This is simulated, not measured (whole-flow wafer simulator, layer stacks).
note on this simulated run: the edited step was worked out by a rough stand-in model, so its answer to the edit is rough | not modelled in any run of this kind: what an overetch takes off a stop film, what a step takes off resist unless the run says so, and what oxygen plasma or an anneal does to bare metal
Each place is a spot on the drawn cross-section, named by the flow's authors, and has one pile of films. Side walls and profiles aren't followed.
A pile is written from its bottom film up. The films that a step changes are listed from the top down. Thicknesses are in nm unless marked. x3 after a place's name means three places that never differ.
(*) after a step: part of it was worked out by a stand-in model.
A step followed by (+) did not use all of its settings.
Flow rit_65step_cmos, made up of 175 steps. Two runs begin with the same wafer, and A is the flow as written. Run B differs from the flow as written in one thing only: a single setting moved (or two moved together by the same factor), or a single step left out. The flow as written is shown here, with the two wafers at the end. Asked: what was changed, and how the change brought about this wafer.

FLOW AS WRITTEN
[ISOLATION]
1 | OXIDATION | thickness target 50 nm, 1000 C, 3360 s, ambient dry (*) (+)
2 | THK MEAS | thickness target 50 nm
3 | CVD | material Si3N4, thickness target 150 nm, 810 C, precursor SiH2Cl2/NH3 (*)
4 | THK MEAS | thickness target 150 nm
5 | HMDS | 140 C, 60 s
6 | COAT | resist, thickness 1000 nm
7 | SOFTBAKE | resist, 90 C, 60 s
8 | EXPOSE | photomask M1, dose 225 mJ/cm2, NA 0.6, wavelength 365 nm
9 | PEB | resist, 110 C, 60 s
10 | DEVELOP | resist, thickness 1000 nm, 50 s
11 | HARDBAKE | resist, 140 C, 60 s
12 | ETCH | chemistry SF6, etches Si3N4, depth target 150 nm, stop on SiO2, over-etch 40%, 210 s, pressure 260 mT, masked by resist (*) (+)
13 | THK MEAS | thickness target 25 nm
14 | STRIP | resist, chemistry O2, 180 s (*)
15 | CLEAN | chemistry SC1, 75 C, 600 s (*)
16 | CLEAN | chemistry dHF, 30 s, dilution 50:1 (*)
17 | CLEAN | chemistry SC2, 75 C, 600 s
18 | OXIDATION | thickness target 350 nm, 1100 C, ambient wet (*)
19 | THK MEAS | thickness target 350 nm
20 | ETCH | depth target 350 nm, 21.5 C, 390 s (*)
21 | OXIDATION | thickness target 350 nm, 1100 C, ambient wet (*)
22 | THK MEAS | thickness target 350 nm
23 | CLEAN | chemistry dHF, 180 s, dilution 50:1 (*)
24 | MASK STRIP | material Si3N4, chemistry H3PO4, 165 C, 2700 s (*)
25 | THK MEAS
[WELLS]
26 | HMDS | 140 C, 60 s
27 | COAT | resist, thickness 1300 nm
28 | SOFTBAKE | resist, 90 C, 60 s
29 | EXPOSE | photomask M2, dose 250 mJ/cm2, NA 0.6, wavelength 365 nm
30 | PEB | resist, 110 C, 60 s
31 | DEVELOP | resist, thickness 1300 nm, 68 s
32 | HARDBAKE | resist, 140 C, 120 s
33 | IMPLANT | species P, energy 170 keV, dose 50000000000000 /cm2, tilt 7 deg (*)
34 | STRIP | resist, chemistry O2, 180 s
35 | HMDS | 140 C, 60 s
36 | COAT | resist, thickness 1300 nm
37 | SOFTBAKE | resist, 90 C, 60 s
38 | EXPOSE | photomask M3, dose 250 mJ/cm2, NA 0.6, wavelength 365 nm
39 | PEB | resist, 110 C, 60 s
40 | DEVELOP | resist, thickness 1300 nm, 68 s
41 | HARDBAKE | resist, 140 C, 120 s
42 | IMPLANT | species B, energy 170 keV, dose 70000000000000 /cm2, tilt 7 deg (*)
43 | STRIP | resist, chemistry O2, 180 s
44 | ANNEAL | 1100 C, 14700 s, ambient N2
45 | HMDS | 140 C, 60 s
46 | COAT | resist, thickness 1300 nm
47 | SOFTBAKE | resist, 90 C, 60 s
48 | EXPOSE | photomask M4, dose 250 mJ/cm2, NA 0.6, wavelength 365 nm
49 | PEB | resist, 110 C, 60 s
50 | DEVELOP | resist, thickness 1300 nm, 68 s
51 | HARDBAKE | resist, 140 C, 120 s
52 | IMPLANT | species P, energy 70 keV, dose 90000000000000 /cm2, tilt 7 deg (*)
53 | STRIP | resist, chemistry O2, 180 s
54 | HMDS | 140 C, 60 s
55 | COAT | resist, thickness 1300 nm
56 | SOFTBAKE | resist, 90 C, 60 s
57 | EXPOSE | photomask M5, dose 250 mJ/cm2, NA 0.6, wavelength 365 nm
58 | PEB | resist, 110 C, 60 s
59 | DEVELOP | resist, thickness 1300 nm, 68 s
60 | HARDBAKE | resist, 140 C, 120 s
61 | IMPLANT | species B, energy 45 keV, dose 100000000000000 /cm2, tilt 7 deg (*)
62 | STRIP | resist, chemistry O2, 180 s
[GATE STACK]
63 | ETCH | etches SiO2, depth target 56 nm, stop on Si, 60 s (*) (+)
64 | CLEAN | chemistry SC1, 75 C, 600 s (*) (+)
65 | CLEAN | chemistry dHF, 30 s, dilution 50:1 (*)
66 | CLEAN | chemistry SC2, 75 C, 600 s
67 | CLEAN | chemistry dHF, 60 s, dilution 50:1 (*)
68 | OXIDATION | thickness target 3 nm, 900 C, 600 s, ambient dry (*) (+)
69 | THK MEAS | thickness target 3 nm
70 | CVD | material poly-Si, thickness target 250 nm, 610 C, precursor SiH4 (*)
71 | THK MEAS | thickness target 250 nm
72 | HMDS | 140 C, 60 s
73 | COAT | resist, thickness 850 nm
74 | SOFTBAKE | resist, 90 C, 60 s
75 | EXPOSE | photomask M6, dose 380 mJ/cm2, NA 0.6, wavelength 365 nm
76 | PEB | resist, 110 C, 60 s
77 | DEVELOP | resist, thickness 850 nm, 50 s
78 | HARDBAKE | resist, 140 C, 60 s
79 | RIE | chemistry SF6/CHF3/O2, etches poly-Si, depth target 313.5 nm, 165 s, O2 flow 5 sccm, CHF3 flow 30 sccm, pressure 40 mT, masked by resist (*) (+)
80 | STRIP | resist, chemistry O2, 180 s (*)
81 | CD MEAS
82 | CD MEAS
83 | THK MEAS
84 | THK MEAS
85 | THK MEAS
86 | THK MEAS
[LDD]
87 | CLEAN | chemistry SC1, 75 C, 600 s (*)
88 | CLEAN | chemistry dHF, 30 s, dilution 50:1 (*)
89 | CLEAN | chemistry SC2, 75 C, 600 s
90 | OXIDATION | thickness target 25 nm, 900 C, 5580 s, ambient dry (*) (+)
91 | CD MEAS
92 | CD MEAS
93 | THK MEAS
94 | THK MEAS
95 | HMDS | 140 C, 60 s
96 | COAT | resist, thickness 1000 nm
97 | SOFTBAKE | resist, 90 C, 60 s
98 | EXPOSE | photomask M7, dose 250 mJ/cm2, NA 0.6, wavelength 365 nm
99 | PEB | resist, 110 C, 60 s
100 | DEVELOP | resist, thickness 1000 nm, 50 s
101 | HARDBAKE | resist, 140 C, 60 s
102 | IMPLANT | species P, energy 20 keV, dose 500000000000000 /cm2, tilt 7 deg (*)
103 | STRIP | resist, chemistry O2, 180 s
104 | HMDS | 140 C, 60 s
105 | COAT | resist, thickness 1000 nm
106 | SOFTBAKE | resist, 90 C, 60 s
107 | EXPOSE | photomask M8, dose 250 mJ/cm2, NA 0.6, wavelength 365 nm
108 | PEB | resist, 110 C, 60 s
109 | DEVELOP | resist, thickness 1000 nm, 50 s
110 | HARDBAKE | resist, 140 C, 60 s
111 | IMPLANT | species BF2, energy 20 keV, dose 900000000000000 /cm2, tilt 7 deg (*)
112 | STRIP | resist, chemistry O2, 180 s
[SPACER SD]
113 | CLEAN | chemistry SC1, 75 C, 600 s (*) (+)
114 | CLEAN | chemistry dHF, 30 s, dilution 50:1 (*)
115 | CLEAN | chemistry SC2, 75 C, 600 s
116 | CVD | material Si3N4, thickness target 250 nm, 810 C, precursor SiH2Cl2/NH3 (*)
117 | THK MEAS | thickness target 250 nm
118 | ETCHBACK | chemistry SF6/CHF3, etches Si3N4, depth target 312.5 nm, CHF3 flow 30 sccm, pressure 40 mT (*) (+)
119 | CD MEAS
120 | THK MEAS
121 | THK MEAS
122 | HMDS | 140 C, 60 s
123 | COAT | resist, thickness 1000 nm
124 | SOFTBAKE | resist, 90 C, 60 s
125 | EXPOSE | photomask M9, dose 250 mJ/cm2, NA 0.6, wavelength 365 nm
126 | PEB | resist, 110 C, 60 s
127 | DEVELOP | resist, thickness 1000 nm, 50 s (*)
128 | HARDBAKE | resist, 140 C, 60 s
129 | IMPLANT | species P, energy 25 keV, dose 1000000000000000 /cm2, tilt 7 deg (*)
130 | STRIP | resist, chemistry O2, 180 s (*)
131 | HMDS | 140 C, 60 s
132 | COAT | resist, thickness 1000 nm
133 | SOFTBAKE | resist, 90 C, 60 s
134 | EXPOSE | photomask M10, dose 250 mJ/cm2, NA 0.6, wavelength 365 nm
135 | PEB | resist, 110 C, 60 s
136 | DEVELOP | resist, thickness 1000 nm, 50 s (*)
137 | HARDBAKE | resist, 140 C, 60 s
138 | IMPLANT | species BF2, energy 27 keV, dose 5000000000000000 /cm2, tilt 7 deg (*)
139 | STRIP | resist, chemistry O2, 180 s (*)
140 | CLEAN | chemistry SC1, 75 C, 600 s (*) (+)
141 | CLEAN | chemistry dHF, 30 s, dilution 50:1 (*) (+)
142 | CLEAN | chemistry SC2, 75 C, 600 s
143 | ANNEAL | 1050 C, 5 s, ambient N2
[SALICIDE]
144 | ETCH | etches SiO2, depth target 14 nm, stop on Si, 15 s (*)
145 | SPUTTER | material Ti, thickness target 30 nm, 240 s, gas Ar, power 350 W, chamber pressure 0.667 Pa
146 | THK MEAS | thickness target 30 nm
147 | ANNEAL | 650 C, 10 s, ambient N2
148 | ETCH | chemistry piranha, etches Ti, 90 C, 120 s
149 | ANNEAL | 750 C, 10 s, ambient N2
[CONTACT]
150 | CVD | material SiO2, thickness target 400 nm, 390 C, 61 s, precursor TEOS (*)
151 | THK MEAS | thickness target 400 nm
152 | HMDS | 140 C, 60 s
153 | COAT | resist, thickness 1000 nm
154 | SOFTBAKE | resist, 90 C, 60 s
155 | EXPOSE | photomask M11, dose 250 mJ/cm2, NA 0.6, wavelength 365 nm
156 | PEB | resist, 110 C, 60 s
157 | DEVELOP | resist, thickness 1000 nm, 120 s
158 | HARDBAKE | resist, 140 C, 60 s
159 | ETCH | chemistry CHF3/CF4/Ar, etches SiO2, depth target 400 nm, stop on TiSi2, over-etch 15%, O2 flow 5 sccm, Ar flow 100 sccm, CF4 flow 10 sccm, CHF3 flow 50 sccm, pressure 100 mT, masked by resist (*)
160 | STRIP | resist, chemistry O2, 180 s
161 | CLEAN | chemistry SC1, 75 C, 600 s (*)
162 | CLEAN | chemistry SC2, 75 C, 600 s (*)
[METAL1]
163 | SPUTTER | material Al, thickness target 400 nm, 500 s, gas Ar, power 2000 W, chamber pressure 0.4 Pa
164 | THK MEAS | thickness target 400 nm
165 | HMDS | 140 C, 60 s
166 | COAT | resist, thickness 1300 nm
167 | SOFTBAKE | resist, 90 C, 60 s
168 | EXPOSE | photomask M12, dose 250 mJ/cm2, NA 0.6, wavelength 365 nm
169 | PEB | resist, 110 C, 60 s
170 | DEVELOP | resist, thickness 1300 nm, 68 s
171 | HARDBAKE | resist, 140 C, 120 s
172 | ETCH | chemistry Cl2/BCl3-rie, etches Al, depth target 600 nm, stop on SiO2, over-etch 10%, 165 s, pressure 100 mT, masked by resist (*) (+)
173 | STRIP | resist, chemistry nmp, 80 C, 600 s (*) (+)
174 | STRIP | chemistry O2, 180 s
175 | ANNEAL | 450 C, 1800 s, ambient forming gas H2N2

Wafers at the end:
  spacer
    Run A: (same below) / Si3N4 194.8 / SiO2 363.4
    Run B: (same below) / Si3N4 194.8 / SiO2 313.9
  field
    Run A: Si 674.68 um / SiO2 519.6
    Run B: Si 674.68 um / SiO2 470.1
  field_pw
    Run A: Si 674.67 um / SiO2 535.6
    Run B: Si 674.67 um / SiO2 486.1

What caused this: step 172, ETCH: depth target 960 nm was run, whereas the flow has depth target 600 nm.

Step by step, how the change led to this:
  172 | ETCH | chemistry Cl2/BCl3-rie, etches Al, depth target 600 nm, stop on SiO2, over-etch 10%, 165 s, pressure 100 mT, masked by resist (*) (+)
      field, field_pw, field_p, spacer, spacer_p: A -400 Al (all of it), -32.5 SiO2 | B -400 Al (all of it), -82 SiO2
      gate_n, gate_p: A -396 Al (all of it), -33 SiO2 | B -396 Al (all of it), -82.5 SiO2
      (and at 1 other place as well)
